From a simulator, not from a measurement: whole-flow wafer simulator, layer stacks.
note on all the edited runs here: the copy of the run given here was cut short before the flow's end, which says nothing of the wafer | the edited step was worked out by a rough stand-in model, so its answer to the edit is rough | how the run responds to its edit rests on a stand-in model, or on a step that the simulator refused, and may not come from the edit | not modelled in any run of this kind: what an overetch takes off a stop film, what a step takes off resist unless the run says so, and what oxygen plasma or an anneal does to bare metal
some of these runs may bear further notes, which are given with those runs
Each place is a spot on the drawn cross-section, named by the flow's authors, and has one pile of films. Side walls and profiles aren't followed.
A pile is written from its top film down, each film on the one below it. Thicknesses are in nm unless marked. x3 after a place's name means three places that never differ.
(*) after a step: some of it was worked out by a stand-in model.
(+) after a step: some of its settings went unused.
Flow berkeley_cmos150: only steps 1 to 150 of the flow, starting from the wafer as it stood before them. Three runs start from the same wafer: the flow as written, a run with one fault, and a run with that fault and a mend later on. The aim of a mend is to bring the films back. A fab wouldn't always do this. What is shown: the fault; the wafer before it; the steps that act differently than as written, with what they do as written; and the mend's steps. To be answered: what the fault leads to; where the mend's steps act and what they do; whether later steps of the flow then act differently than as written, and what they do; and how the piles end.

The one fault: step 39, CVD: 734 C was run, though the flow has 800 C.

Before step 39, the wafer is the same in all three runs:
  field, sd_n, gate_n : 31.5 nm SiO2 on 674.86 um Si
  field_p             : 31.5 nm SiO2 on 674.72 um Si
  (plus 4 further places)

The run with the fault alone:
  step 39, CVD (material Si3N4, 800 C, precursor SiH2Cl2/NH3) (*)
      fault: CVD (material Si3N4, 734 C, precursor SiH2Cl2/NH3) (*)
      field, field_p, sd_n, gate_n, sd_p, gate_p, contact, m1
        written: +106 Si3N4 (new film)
        fault: +41.4 Si3N4 (new film)
  Steps further on in the flow that do not act as written (28 more steps, not shown, differ only slightly: by at most 2% or 0.5 nm, whichever is larger):
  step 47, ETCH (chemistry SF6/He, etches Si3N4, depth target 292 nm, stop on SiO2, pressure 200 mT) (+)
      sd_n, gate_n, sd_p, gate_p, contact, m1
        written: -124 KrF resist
        fault: -53.7 KrF resist
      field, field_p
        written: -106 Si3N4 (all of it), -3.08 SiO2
        fault: -41.4 Si3N4 (all of it), -3.08 SiO2
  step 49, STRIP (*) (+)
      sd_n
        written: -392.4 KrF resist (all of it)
        fault: -462.7 KrF resist (all of it)
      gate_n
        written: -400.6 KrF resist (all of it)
        fault: -470.9 KrF resist (all of it)
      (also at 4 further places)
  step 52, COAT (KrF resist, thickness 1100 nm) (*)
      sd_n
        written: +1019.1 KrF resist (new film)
        fault: +1056.3 KrF resist (new film)
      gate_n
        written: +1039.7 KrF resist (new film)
        fault: +1069.5 KrF resist (new film)
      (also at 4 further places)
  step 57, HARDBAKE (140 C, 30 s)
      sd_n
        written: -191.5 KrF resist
        fault: -198.4 KrF resist
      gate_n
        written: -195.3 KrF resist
        fault: -200.7 KrF resist
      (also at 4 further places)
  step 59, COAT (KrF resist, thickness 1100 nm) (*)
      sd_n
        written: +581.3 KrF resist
        fault: +598.4 KrF resist
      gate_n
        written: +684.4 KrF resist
        fault: +702.5 KrF resist
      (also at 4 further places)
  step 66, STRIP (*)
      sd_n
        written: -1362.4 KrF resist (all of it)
        fault: -1409.1 KrF resist (all of it)
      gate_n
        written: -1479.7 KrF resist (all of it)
        fault: -1521.5 KrF resist (all of it)
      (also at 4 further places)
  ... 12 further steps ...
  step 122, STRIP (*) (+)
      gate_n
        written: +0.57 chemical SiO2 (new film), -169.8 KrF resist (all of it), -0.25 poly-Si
        fault: +0.57 chemical SiO2 (new film), -173.9 KrF resist (all of it), -0.25 poly-Si
  By the end, the piles at sd_n depart from the flow's by more than 2% or 0.5 nm, whichever is larger.
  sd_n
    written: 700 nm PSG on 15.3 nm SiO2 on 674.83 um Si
    fault: 700 nm PSG on 43.1 nm SiO2 on 674.81 um Si

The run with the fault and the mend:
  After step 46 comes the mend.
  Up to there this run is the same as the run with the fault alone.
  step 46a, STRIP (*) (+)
      sd_n
        -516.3 KrF resist (all of it)
      gate_n
        -524.6 KrF resist (all of it)
      sd_p
        -566.8 KrF resist (all of it)
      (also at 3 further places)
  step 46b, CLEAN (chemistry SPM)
      leaves every film unchanged at each place that is followed
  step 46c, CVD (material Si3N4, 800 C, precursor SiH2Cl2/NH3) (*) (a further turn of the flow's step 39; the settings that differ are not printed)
      field, field_p, sd_n, gate_n, sd_p, gate_p, contact, m1
        +64.7 Si3N4
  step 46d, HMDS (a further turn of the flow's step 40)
      leaves every film unchanged at each place that is followed
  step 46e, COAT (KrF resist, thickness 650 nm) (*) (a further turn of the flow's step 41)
      field
        +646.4 KrF resist (new film)
      field_p
        +715.2 KrF resist (new film)
      sd_n
        +633.7 KrF resist (new film)
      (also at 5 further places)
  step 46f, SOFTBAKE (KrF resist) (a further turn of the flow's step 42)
      leaves every film unchanged at each place that is followed
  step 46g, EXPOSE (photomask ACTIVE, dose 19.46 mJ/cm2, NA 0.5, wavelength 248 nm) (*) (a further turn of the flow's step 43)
      leaves every film unchanged at each place that is followed
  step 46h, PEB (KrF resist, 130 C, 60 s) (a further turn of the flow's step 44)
      gate_n, contact, m1
        -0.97 KrF resist
      field
        -0.98 KrF resist
      field_p
        -1.1 KrF resist
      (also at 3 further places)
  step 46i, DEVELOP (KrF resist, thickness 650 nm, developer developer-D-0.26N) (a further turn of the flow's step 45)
      sd_n, gate_n, sd_p, gate_p, contact, m1
        -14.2 KrF resist
      field
        -645.4 KrF resist (all of it)
      field_p
        -714.1 KrF resist (all of it)
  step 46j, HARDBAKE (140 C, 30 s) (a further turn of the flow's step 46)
      sd_n
        -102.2 KrF resist
      gate_n
        -103.8 KrF resist
      sd_p
        -112.2 KrF resist
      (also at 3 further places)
  Every later step of the flow that is run acts as written, at every place that is followed, to within 2% or 0.5 nm, whichever is larger.
  The piles end the same as the flow's at every place that both follow.
